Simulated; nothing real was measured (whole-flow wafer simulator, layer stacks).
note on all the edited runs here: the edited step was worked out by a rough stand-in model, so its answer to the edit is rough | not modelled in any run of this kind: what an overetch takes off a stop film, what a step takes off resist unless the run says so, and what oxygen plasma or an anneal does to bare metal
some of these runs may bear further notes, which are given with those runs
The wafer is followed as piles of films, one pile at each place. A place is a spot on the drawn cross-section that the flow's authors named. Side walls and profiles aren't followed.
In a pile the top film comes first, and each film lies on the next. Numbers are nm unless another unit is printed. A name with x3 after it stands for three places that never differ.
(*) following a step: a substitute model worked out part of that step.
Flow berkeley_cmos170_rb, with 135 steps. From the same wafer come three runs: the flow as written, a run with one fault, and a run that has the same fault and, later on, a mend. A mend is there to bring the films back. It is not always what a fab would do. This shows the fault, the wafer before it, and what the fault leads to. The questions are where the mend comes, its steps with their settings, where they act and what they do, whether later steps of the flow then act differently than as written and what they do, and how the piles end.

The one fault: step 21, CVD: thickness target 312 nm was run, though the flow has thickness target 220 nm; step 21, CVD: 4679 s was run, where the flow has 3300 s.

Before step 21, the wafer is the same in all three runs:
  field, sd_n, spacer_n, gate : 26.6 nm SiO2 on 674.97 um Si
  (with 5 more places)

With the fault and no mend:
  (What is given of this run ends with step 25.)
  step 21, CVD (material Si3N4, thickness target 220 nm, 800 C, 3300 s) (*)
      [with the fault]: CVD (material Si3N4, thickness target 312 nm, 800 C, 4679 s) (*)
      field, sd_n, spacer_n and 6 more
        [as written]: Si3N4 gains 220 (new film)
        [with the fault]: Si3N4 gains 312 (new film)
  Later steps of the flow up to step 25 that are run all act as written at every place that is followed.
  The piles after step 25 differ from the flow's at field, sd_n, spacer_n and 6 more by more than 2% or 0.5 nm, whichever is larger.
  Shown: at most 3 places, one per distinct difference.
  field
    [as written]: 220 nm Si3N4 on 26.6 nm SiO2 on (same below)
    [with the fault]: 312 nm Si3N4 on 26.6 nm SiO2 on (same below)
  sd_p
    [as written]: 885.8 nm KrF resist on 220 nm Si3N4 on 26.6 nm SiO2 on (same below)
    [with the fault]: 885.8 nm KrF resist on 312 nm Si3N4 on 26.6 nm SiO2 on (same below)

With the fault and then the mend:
  The mend follows step 21.
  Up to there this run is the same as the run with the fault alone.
  step 21a, ETCH (chemistry h3po4, depth target 358.7 nm) (the flow's step 16 again, with other settings)
      field, sd_n, spacer_n and 6 more
        Si3N4 loses 312 (all of it)
  step 21b, CLEAN (*) (the flow's step 18 again)
      does not change any film at any place that is followed
  step 21c, CVD (material Si3N4, thickness target 220 nm, 800 C, 3300 s) (*) (the flow's step 21 again)
      field, sd_n, spacer_n and 6 more
        Si3N4 gains 220 (new film)
  Later steps of the flow that are run all act as written at every place that is followed.
  By the end, the piles equal the flow's at every place that both follow.
